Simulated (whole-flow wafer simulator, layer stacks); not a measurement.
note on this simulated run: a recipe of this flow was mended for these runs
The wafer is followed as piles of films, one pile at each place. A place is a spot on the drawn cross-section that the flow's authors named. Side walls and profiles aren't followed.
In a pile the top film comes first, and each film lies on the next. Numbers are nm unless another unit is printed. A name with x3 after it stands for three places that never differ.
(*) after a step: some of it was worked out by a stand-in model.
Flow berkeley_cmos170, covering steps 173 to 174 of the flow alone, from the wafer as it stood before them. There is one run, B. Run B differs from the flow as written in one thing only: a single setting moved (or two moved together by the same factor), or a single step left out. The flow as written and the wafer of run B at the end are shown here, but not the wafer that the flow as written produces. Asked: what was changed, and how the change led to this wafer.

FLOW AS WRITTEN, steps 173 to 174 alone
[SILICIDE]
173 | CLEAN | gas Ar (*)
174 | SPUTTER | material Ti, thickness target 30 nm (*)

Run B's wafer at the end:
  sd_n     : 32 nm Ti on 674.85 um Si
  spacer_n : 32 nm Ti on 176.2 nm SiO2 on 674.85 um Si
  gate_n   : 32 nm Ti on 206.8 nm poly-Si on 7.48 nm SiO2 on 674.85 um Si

What caused this: step 174, SPUTTER: thickness target 32 nm was run, though the flow has thickness target 30 nm.
One can read it off the wafer: sd_n has Ti 32, and step 174 as written asks for 30 nm.

How this came from the change, step by step:
  174 | SPUTTER | material Ti, thickness target 30 nm (*)
      field, mark, sd_n and 10 more: Ti gains 32 (new film) (as written it would have been: Ti gains 30 (new film))
